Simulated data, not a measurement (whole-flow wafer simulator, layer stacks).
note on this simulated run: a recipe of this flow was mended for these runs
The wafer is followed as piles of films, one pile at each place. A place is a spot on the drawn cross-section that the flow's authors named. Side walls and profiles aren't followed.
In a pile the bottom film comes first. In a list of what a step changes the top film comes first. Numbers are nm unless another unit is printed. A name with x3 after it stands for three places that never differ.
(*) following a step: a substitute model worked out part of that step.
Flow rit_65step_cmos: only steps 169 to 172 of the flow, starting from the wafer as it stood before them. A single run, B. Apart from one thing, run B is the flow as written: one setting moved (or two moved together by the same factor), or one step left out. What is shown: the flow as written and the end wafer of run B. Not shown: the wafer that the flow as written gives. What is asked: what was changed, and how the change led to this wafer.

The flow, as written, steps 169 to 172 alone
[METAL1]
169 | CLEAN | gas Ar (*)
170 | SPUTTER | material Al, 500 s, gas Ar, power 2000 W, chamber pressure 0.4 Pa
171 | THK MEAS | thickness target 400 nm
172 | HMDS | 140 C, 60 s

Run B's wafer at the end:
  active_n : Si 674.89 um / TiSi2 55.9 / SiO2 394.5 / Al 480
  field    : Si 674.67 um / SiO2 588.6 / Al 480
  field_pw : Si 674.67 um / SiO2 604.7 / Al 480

What caused this: step 170, SPUTTER: 600 s was run, whereas the flow has 500 s.

The path from the change to this, step by step:
  170 | SPUTTER | material Al, 500 s, gas Ar, power 2000 W, chamber pressure 0.4 Pa
      field, field_pw, field_nw and 10 more: Al gains 480 (new film) (it would be, as written: Al gains 400 (new film))
      contact: Al gains 300.9 (new film) (it would be, as written: Al gains 255.4 (new film))
